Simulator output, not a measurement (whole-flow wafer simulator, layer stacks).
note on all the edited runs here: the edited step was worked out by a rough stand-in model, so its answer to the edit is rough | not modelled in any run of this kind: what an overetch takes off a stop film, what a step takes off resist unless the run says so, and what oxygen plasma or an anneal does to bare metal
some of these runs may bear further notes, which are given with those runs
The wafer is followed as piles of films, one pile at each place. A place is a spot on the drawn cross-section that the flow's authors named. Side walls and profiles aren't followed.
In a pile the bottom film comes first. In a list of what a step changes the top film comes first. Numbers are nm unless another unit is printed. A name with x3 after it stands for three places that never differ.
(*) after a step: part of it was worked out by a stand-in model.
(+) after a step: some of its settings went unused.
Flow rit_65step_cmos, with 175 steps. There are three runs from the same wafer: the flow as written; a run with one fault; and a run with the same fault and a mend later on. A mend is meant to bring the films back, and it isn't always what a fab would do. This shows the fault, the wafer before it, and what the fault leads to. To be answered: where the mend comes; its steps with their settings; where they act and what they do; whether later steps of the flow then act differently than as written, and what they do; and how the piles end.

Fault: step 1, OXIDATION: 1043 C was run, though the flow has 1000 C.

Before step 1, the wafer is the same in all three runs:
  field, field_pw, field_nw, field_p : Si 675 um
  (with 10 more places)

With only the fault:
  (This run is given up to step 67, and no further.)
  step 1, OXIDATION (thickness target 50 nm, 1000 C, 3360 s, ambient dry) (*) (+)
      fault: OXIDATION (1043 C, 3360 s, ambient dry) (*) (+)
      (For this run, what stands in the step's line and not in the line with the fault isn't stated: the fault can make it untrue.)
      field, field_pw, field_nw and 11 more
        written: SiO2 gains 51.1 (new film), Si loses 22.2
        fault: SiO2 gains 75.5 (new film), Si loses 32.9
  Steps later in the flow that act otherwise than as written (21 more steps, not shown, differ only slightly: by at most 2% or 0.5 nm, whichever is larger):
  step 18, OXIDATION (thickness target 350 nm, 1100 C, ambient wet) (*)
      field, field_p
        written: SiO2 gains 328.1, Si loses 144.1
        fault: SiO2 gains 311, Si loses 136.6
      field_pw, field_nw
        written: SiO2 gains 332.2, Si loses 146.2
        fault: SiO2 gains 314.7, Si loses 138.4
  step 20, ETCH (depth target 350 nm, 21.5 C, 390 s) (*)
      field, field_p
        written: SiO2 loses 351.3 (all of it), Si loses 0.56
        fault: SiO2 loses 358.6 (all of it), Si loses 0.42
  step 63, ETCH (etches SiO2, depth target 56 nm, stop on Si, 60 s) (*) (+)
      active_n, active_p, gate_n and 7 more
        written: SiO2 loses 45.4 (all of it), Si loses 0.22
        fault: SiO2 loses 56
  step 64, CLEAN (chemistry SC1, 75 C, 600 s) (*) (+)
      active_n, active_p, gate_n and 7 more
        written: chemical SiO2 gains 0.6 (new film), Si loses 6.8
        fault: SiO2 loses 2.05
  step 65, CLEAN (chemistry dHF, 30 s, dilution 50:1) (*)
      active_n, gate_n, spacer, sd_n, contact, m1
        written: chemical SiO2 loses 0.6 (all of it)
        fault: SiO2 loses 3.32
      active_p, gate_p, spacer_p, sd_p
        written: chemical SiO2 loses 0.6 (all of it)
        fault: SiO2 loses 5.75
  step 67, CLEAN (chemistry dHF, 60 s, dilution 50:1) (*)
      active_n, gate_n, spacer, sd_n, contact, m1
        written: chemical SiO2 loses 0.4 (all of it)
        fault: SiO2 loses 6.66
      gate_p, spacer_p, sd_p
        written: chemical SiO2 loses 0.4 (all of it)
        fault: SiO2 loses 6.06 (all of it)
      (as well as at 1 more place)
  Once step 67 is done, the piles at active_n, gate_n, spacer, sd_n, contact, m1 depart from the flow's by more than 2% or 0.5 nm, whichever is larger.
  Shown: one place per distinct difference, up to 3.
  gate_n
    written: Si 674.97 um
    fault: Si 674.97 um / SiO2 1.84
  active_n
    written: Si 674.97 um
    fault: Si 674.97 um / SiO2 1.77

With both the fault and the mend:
  The mend follows step 2.
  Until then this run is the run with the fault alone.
  step 2a, ETCH (depth target 24 nm, 21.5 C, 27 s)
      field, field_pw, field_nw and 11 more
        SiO2 loses 24
  Later steps of the flow that are run all act as written at every place that is followed, up to a difference of at most 2% or 0.5 nm, whichever is larger.
  When the end is reached, the piles differ only a little from the flow's at the places that both follow, at most by 2% or 0.5 nm, whichever is larger.
